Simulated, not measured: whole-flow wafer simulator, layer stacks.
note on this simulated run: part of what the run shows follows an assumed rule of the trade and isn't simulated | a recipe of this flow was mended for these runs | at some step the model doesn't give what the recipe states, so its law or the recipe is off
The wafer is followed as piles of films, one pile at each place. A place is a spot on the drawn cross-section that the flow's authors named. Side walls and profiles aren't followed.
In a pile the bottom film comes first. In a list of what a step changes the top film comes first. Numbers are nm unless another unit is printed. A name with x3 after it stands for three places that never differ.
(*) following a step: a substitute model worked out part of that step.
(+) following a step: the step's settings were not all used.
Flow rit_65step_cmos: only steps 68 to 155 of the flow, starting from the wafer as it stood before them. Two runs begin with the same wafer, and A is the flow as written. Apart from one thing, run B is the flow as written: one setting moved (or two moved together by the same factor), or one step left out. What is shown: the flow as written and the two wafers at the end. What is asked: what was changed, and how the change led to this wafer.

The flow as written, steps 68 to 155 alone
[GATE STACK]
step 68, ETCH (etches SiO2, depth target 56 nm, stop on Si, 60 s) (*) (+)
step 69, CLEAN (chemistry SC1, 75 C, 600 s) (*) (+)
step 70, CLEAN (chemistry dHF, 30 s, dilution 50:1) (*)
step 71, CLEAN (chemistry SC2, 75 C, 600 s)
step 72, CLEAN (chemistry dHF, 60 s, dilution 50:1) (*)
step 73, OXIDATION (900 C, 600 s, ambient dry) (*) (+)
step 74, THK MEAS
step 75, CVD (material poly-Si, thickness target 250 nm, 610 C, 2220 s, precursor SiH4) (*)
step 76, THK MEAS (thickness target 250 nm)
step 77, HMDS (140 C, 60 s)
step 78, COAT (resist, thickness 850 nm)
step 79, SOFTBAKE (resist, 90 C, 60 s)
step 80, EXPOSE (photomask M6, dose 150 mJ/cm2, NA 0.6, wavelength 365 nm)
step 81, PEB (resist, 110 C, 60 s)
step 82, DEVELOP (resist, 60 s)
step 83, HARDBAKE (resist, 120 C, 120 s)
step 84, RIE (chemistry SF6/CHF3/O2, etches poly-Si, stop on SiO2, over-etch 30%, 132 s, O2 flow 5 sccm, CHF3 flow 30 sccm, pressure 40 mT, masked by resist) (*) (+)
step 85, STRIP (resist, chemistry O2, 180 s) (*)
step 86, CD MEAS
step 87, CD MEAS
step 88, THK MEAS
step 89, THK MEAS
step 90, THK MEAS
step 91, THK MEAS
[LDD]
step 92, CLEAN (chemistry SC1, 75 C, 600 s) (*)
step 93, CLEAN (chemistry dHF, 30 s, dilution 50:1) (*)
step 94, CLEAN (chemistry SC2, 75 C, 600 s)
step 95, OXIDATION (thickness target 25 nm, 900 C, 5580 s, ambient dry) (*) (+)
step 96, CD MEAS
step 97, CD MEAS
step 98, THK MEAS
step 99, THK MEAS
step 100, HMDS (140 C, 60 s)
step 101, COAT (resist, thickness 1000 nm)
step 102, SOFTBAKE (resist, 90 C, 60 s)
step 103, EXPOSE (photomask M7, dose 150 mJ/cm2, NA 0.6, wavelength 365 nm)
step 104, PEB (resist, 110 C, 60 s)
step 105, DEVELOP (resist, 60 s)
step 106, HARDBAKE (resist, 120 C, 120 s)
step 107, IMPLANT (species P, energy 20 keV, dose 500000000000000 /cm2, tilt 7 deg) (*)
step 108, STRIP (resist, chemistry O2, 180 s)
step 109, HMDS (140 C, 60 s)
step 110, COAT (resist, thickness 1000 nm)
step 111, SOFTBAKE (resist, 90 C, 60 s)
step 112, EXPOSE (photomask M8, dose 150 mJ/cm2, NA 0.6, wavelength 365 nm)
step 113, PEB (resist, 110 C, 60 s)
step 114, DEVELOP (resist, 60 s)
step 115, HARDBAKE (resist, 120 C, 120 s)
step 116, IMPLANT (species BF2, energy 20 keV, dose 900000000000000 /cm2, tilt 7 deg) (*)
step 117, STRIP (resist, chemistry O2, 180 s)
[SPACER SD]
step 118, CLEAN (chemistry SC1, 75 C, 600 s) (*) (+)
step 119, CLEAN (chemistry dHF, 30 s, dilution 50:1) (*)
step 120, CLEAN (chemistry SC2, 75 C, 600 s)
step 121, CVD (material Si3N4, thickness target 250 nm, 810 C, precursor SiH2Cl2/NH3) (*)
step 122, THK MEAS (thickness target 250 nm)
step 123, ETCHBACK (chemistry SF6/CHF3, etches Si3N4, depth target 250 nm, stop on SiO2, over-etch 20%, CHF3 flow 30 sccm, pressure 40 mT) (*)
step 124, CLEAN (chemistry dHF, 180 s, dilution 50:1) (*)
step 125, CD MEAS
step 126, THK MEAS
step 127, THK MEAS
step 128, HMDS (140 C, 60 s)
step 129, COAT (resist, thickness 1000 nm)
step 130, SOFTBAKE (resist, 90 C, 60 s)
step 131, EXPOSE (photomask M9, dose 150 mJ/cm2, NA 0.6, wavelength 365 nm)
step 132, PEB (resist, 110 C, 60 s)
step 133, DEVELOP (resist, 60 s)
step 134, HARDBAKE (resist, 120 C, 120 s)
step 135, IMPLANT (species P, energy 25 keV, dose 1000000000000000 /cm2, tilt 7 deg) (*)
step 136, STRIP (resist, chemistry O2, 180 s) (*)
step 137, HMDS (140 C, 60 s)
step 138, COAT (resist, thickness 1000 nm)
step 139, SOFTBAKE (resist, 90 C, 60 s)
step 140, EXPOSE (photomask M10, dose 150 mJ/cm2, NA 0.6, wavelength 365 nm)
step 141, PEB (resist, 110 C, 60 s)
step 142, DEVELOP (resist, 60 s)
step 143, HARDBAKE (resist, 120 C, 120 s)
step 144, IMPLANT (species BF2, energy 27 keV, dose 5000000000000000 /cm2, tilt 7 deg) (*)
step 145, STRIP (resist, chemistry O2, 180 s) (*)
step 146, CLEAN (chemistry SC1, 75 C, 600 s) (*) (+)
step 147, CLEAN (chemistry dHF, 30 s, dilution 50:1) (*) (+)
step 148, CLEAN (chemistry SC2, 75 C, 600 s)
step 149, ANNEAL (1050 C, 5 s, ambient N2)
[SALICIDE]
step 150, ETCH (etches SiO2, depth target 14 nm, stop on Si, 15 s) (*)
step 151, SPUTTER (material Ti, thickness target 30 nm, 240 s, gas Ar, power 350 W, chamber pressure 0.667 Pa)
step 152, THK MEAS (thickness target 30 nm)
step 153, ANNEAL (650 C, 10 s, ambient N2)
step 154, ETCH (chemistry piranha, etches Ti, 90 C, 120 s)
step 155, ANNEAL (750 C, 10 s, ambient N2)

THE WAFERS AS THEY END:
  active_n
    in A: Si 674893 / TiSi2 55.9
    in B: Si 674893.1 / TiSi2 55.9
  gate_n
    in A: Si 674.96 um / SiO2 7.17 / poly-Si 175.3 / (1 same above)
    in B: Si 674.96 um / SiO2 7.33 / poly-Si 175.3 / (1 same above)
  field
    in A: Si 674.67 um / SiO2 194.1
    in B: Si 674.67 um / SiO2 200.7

Cause: step 72, CLEAN: chemistry dHF, 60 s, dilution 50:1 (*), was skipped.

Step by step, how the change led to this:
  (no step that both runs have acts differently by more than 2% or 0.5 nm, whichever is larger)
